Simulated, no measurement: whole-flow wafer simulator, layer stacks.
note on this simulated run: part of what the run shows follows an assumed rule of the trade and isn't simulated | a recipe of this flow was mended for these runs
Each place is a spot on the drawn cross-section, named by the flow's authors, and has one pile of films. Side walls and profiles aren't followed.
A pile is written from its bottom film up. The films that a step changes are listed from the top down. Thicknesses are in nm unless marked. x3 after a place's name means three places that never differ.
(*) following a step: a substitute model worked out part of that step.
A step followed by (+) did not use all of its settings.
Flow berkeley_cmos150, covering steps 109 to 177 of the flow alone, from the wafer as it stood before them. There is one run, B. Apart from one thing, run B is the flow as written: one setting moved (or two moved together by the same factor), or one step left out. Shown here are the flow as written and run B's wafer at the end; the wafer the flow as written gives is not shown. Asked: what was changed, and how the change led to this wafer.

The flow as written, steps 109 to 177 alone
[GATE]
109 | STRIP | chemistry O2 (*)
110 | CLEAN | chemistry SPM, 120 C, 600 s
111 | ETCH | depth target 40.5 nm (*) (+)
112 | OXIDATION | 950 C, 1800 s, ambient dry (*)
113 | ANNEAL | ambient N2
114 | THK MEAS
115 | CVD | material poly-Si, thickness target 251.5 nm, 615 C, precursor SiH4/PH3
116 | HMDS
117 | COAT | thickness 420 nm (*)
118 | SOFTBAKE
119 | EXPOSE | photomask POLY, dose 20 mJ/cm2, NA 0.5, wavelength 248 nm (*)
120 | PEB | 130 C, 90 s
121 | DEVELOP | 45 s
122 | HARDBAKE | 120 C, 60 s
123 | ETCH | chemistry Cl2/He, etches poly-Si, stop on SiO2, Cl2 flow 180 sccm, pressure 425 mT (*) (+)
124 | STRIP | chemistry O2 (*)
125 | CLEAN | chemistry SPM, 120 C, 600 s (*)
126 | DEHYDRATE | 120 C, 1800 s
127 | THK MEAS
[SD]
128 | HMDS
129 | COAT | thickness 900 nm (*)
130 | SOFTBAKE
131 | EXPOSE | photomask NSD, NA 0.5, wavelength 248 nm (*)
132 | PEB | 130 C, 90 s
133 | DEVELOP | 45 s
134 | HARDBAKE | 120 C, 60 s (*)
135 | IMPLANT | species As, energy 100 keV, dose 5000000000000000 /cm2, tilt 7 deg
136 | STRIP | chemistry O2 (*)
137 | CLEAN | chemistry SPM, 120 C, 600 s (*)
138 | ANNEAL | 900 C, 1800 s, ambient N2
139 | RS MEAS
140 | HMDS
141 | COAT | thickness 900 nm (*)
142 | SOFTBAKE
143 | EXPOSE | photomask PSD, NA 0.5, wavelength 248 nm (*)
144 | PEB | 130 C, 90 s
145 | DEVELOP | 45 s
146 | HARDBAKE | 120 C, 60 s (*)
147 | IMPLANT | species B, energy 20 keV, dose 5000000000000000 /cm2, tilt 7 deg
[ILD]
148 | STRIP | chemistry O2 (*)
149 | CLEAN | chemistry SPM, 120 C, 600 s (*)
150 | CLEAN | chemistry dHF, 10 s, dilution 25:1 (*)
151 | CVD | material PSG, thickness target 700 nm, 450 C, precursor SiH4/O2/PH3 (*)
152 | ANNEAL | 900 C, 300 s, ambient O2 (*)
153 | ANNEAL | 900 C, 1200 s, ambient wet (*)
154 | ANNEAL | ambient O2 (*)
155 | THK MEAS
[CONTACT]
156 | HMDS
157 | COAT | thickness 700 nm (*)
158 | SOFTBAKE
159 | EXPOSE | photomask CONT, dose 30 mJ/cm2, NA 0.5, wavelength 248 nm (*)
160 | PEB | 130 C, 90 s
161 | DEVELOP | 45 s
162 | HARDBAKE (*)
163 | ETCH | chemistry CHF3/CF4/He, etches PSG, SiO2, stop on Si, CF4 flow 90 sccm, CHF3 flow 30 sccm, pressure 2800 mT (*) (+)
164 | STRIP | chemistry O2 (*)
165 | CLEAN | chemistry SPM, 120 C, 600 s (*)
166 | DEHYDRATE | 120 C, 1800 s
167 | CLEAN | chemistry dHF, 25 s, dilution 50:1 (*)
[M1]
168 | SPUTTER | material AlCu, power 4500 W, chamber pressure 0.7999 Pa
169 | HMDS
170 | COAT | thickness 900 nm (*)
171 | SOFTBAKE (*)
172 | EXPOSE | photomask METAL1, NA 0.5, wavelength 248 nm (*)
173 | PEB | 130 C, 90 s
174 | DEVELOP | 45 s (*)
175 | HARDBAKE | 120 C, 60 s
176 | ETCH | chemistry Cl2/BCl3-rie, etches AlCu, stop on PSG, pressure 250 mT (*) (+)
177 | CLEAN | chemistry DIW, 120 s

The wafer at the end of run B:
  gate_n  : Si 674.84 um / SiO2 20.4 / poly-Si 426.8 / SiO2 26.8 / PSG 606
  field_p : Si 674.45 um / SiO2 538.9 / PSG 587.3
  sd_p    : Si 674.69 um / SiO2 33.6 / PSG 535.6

What caused this: step 115, CVD: thickness target 439.3 nm was run, while the flow as written has thickness target 251.5 nm.

The path from the change to this, step by step:
  115 | CVD | material poly-Si, thickness target 251.5 nm, 615 C, precursor SiH4/PH3
      field, field_p, sd_n, gate_n, sd_p, gate_p, contact, m1: poly-Si gains 439.3 (new film) (in the flow as written it would be: poly-Si gains 251.5 (new film))
  123 | ETCH | chemistry Cl2/He, etches poly-Si, stop on SiO2, Cl2 flow 180 sccm, pressure 425 mT (*) (+)
      field, field_p, sd_n, sd_p, contact, m1: poly-Si loses 439.3 (all of it), SiO2 loses 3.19 (in the flow as written it would be: poly-Si loses 251.5 (all of it), SiO2 loses 3.19)
      gate_n, gate_p: KrF-resist loses 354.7 (in the flow as written it would be: KrF-resist loses 220.6)
  124 | STRIP | chemistry O2 (*)
      gate_n: chemical SiO2 gains 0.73 (new film), KrF-resist loses 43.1 (all of it), poly-Si loses 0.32 (in the flow as written it would be: chemical SiO2 gains 0.69 (new film), KrF-resist loses 176.1 (all of it), poly-Si loses 0.3)
      gate_p: chemical SiO2 gains 0.73 (new film), KrF-resist loses 80.2 (all of it), poly-Si loses 0.32 (in the flow as written it would be: chemical SiO2 gains 0.69 (new film), KrF-resist loses 213.2 (all of it), poly-Si loses 0.3)
  129 | COAT | thickness 900 nm (*)
      gate_n: thick-KrF-resist gains 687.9 (new film) (in the flow as written it would be: thick-KrF-resist gains 819.9 (new film))
      gate_p: thick-KrF-resist gains 755 (new film) (in the flow as written it would be: thick-KrF-resist gains 888.9 (new film))
  133 | DEVELOP | 45 s
      gate_n: thick-KrF-resist loses 686.4 (all of it) (in the flow as written it would be: thick-KrF-resist loses 818.1 (all of it))
  136 | STRIP | chemistry O2 (*)
      gate_p: thick-KrF-resist loses 740 (all of it), chemical SiO2 gains 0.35, poly-Si loses 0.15 (in the flow as written it would be: thick-KrF-resist loses 873.6 (all of it), chemical SiO2 gains 0.34, poly-Si loses 0.15)
  141 | COAT | thickness 900 nm (*)
      gate_n: thick-KrF-resist gains 687.7 (new film) (in the flow as written it would be: thick-KrF-resist gains 819.7 (new film))
      gate_p: thick-KrF-resist gains 754.9 (new film) (in the flow as written it would be: thick-KrF-resist gains 888.8 (new film))
  145 | DEVELOP | 45 s
      gate_p: thick-KrF-resist loses 753.2 (all of it) (in the flow as written it would be: thick-KrF-resist loses 886.7 (all of it))
  148 | STRIP | chemistry O2 (*)
      gate_n: thick-KrF-resist loses 672.8 (all of it), chemical SiO2 gains 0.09, poly-Si loses 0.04 (in the flow as written it would be: thick-KrF-resist loses 804.5 (all of it), chemical SiO2 gains 0.09, poly-Si loses 0.04)
  151 | CVD | material PSG, thickness target 700 nm, 450 C, precursor SiH4/O2/PH3 (*)
      field_p: PSG gains 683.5 (new film) (in the flow as written it would be: PSG gains 700 (new film))
  153 | ANNEAL | 900 C, 1200 s, ambient wet (*)
      field_p: PSG loses 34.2, SiO2 gains 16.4, Si loses 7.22 (in the flow as written it would be: PSG loses 35, SiO2 gains 16.3, Si loses 7.15)
  157 | COAT | thickness 700 nm (*)
      field_p: KrF-resist gains 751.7 (new film) (in the flow as written it would be: KrF-resist gains 716.6 (new film))
      gate_n: KrF-resist gains 571.3 (new film) (in the flow as written it would be: KrF-resist gains 650.5 (new film))
      (also at 2 further places)
  164 | STRIP | chemistry O2 (*)
      field_p: KrF-resist loses 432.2 (all of it) (in the flow as written it would be: KrF-resist loses 397.1 (all of it))
      gate_n: KrF-resist loses 252.2 (all of it) (in the flow as written it would be: KrF-resist loses 331.2 (all of it))
      (also at 2 further places)
  168 | SPUTTER | material AlCu, power 4500 W, chamber pressure 0.7999 Pa
      field_p: AlCu gains 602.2 (new film) (in the flow as written it would be: AlCu gains 619.8 (new film))
      sd_p: AlCu gains 482.5 (new film) (in the flow as written it would be: AlCu gains 471.4 (new film))
  170 | COAT | thickness 900 nm (*)
      field_p: thick-KrF-resist gains 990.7 (new film) (in the flow as written it would be: thick-KrF-resist gains 942.7 (new film))
      sd_n: thick-KrF-resist gains 1187.7 (new film) (in the flow as written it would be: thick-KrF-resist gains 1135.4 (new film))
      (also at 3 further places)
  174 | DEVELOP | 45 s (*)
      field_p: thick-KrF-resist loses 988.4 (all of it), AlCu loses 10 (in the flow as written it would be: thick-KrF-resist loses 940.5 (all of it), AlCu loses 10)
      sd_n: thick-KrF-resist loses 1184.7 (all of it), AlCu loses 10 (in the flow as written it would be: thick-KrF-resist loses 1132.6 (all of it), AlCu loses 10)
      (also at 3 further places)
  176 | ETCH | chemistry Cl2/BCl3-rie, etches AlCu, stop on PSG, pressure 250 mT (*) (+)
      field_p: AlCu loses 592.2 (all of it), PSG loses 34.2 (in the flow as written it would be: AlCu loses 609.8 (all of it), PSG loses 32)
      sd_p: AlCu loses 472.5 (all of it), PSG loses 49.2 (in the flow as written it would be: AlCu loses 461.4 (all of it), PSG loses 50.6)
